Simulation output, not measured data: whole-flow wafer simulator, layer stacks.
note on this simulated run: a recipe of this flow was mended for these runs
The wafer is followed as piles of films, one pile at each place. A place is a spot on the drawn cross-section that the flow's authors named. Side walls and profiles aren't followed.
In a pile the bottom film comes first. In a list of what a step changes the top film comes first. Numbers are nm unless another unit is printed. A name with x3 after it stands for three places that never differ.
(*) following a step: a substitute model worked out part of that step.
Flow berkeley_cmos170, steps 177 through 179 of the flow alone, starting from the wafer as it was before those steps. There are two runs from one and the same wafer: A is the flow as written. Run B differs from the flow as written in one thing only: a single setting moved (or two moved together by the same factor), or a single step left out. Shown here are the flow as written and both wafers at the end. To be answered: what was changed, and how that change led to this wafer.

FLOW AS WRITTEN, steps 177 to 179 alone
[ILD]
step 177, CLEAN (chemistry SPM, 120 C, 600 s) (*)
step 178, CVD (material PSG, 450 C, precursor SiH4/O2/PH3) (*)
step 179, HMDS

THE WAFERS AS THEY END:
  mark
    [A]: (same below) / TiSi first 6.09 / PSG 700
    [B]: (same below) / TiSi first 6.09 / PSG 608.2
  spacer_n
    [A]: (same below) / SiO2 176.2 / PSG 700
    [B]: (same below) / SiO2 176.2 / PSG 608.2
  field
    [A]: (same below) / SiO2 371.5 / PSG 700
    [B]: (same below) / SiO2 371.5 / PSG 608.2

The reason: step 178, CVD: 429 C was run, though the flow has 450 C.

Step by step, how the change led to this:
  step 178, CVD (material PSG, 450 C, precursor SiH4/O2/PH3) (*)
      field, mark, sd_n and 10 more: A PSG gains 700 (new film) | B PSG gains 608.2 (new film)
